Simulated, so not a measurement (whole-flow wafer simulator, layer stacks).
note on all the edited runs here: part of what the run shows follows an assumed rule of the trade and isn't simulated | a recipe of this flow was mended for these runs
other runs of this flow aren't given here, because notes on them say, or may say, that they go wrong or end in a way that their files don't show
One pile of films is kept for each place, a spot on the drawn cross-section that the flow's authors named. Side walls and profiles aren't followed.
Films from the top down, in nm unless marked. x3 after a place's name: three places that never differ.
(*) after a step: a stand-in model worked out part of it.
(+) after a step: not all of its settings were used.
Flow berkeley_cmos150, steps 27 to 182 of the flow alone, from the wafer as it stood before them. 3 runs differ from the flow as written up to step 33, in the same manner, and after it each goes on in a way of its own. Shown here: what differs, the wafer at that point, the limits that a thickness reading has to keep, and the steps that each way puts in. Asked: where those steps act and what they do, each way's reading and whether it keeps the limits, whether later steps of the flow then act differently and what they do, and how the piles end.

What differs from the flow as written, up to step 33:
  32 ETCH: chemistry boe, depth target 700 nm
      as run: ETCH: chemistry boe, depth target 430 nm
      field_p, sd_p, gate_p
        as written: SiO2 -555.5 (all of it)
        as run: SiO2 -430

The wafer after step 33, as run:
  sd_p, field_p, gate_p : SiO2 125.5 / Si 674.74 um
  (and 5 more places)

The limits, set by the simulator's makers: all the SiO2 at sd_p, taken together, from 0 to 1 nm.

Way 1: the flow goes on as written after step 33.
  The reading after step 33: 125.5 nm, outside the limits.
  Later steps of the flow that act differently than as written (20 more steps differ only slightly, by at most 2% or 0.5 nm, whichever is larger, and aren't shown):
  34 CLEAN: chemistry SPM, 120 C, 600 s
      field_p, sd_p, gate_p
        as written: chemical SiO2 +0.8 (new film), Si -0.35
        this way: nothing
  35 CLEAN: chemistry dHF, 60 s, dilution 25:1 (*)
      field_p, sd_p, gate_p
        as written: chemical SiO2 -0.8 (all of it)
        this way: SiO2 -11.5
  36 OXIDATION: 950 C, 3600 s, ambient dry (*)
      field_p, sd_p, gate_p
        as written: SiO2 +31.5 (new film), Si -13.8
        this way: SiO2 +12.9, Si -5.68
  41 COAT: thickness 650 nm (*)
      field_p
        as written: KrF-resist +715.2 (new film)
        this way: KrF-resist +664.4 (new film)
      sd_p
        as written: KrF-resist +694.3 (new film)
        this way: KrF-resist +660 (new film)
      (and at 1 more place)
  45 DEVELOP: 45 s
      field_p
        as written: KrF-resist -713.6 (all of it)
        this way: KrF-resist -663 (all of it)
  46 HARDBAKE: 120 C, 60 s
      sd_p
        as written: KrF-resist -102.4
        this way: KrF-resist -97.2
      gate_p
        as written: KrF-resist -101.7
        this way: KrF-resist -97.1
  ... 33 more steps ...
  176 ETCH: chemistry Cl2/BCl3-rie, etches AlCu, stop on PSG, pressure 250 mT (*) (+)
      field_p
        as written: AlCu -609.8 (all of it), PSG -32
        this way: AlCu -616.1 (all of it), PSG -31.2
  At the end the piles differ from the flow's by more than 2% or 0.5 nm, whichever is larger, at field_p, sd_p, gate_p.
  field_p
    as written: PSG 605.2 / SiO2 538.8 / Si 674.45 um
    this way: PSG 606 / SiO2 579.8 / Si 674.48 um
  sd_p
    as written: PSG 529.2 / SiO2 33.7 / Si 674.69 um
    this way: PSG 529 / SiO2 76.6 / Si 674.71 um
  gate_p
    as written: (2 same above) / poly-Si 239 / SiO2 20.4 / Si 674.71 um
    this way: (2 same above) / poly-Si 239 / SiO2 64.2 / Si 674.73 um

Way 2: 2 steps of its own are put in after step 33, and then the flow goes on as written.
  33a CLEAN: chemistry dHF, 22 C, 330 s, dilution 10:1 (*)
      field_p, sd_p, gate_p
        SiO2 -125.5 (all of it)
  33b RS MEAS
      changes no film at any place that is followed
  The reading after step 33b: 0 nm, within the limits.
  No later step of the flow acts differently than as written at any place that is followed.
  At the end the piles are the same as the flow's at every place that both follow.

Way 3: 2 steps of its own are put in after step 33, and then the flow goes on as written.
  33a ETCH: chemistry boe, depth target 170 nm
      field_p, sd_p, gate_p
        SiO2 -125.5 (all of it)
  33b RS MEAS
      changes no film at any place that is followed
  The reading after step 33b: 0 nm, within the limits.
  No later step of the flow acts differently than as written at any place that is followed.
  At the end the piles are the same as the flow's at every place that both follow.

Within the limits: way 2, way 3. Outside them: way 1.
